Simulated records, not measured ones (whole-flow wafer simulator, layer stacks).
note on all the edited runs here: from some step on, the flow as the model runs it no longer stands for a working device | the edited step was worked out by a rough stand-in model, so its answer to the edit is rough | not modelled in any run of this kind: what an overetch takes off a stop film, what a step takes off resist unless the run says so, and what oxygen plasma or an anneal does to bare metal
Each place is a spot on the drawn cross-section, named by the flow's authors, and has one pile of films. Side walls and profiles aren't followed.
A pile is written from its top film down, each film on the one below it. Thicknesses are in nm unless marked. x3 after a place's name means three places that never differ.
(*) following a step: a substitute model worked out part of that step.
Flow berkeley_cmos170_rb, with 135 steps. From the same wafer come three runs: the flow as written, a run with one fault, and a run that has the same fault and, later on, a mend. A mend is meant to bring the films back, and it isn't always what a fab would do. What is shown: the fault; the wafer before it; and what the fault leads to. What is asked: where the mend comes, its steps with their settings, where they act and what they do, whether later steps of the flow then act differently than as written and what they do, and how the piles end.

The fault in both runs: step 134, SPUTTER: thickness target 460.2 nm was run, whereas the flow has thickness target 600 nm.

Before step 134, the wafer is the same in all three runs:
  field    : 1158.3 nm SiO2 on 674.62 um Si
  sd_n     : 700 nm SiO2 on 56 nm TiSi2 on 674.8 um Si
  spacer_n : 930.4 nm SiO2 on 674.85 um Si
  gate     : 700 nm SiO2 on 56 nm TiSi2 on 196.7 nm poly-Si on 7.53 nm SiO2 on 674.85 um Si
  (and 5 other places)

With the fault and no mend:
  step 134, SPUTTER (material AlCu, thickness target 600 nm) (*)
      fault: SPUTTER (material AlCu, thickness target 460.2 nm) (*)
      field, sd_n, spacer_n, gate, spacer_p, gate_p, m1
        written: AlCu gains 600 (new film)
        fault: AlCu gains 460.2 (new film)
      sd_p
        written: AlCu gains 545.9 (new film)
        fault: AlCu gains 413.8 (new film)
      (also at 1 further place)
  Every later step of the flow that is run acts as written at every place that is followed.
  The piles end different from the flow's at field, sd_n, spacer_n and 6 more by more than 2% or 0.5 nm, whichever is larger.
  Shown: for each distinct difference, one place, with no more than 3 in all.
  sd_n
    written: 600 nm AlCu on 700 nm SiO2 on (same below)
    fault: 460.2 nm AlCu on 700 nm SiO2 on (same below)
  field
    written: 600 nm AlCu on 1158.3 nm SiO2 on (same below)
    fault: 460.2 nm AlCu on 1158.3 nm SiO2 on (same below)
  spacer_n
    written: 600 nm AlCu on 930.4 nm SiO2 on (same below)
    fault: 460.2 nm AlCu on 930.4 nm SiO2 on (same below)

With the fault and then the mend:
  After step 134 comes the mend.
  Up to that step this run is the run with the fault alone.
  step 134a, ETCH (chemistry al pan, depth target 528.9 nm)
      field, sd_n, spacer_n, gate, spacer_p, gate_p, m1
        AlCu loses 460.2 (all of it)
      sd_p
        AlCu loses 413.8 (all of it)
      contact
        AlCu loses 321.7 (all of it)
  step 134b, SPUTTER (material AlCu, thickness target 600 nm) (*) (the flow's step 134, run once more)
      field, sd_n, spacer_n, gate, spacer_p, gate_p, m1
        AlCu gains 600 (new film)
      sd_p
        AlCu gains 545.9 (new film)
      contact
        AlCu gains 415.1 (new film)
  Every later step of the flow that is run acts as written at every place that is followed.
  By the end, the piles equal the flow's at every place that both follow.
